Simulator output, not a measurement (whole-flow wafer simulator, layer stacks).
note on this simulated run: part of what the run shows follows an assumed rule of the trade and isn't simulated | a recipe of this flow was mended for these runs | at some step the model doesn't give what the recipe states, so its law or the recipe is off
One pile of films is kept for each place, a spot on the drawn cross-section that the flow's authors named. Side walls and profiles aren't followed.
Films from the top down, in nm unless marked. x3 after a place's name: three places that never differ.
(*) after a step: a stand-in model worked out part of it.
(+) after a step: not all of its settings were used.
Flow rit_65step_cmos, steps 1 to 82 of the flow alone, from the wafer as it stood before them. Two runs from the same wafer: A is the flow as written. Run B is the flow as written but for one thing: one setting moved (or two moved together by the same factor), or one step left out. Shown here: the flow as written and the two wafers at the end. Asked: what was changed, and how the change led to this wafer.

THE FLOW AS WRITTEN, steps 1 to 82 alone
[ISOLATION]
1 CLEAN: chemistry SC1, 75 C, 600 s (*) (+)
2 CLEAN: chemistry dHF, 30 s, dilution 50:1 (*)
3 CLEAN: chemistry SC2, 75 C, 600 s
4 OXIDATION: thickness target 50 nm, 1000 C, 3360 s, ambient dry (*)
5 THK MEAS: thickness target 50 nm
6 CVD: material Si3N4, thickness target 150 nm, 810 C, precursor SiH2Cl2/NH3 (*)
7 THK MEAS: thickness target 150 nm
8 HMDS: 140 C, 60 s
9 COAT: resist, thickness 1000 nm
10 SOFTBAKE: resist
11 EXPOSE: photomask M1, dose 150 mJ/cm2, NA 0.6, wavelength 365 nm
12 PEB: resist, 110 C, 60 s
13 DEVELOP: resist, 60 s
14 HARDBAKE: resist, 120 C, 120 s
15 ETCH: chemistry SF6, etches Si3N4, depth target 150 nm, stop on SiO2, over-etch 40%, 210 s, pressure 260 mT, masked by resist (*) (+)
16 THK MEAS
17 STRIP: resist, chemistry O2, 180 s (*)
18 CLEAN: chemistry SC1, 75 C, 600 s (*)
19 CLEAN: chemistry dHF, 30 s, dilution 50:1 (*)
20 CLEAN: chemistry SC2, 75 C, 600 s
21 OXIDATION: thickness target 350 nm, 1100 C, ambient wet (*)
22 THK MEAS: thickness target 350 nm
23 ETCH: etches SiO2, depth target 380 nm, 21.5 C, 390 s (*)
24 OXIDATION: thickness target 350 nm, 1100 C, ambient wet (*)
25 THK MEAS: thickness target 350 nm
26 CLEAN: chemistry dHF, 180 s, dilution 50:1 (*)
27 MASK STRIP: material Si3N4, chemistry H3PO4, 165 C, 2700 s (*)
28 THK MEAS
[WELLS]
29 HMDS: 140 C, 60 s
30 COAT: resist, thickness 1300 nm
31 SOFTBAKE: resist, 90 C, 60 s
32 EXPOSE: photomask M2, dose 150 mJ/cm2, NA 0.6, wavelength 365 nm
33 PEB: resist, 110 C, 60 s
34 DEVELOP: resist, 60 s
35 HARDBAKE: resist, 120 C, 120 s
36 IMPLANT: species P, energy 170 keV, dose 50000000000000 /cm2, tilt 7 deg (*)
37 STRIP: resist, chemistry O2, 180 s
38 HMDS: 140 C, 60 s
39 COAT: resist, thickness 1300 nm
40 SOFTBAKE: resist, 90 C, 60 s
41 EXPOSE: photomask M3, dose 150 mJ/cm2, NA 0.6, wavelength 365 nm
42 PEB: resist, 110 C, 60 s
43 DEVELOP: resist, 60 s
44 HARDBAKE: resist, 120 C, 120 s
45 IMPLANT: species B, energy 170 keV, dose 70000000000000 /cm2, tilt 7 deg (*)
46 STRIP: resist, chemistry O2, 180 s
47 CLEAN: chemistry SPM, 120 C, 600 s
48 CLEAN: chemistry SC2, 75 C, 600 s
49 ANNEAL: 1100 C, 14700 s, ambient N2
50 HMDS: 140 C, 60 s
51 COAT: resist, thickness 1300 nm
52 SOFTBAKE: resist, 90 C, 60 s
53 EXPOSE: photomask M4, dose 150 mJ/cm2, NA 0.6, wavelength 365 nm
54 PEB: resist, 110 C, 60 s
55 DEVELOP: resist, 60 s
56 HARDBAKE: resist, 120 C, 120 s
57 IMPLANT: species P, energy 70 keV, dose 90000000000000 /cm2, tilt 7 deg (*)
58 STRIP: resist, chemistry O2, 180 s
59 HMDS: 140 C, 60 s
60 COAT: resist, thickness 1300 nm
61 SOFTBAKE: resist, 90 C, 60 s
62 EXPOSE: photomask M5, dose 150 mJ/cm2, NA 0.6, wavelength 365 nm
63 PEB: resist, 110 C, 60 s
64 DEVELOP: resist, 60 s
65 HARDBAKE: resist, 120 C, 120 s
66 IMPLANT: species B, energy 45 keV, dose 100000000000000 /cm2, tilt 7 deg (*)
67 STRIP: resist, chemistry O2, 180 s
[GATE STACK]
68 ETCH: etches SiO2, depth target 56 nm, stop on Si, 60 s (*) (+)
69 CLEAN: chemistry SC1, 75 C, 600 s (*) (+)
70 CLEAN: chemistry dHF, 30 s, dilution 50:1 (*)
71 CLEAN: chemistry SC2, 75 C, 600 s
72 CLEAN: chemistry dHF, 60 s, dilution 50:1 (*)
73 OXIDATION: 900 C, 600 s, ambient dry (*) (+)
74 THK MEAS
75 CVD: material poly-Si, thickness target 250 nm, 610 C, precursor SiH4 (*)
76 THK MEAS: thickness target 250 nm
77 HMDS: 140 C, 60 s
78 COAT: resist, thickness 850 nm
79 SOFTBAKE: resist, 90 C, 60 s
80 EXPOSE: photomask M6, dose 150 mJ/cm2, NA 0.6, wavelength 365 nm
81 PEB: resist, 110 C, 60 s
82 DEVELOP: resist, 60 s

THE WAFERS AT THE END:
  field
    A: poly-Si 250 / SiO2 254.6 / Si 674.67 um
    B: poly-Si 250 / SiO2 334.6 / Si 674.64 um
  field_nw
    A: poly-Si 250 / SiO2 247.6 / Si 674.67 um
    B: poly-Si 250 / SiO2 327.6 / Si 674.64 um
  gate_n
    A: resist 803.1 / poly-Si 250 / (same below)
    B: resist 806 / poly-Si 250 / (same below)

The cause: step 24, OXIDATION: thickness target 434 nm was run, where the flow has thickness target 350 nm; step 26, CLEAN: 223 s was run, where the flow has 180 s.

How the change led to this, step by step:
  24 OXIDATION: thickness target 350 nm, 1100 C, ambient wet (*)
      active_n, active_p, gate_n and 7 more: A SiO2 +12 (new film), Si3N4 -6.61 | B SiO2 +15.8 (new film), Si3N4 -8.72
      field, field_pw, field_nw, field_p: A SiO2 +350 (new film), Si -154 | B SiO2 +434 (new film), Si -191
  26 CLEAN: chemistry dHF, 180 s, dilution 50:1 (*)
      active_n, active_p, gate_n and 7 more: A SiO2 -12 (all of it), Si3N4 -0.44 | B SiO2 -15.8 (all of it), Si3N4 -0.45
      field, field_pw, field_nw, field_p: A SiO2 -16.7 | B SiO2 -20.7
  30 COAT: resist, thickness 1300 nm
      field, field_p: A resist +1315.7 (new film) | B resist +1284 (new film)
  33 PEB: resist, 110 C, 60 s
      field, field_p: A resist -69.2 | B resist -67.5
  34 DEVELOP: resist, 60 s
      field_p: A resist -1246.5 (all of it) | B resist -1216.5 (all of it)
  35 HARDBAKE: resist, 120 C, 120 s
      field: A resist -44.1 | B resist -43
  37 STRIP: resist, chemistry O2, 180 s
      field: A resist -1202.4 (all of it) | B resist -1173.4 (all of it)
  39 COAT: resist, thickness 1300 nm
      field, field_p: A resist +1315.7 (new film) | B resist +1284 (new film)
  42 PEB: resist, 110 C, 60 s
      field, field_p: A resist -69.2 | B resist -67.5
  43 DEVELOP: resist, 60 s
      field: A resist -1246.5 (all of it) | B resist -1216.5 (all of it)
  44 HARDBAKE: resist, 120 C, 120 s
      field_p: A resist -44.1 | B resist -43
  46 STRIP: resist, chemistry O2, 180 s
      field_p: A resist -1202.3 (all of it) | B resist -1173.5 (all of it)
  51 COAT: resist, thickness 1300 nm
      field, field_p: A resist +1315.7 (new film) | B resist +1284 (new film)
  54 PEB: resist, 110 C, 60 s
      field, field_p: A resist -69.2 | B resist -67.5
  55 DEVELOP: resist, 60 s
      field_p: A resist -1246.5 (all of it) | B resist -1216.5 (all of it)
  56 HARDBAKE: resist, 120 C, 120 s
      field: A resist -44.1 | B resist -43
  ... 8 more steps ...
  82 DEVELOP: resist, 60 s
      field: A resist -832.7 (all of it) | B resist -803.8 (all of it)
      field_pw: A resist -826 (all of it) | B resist -805.3 (all of it)
      (and at 2 more places)
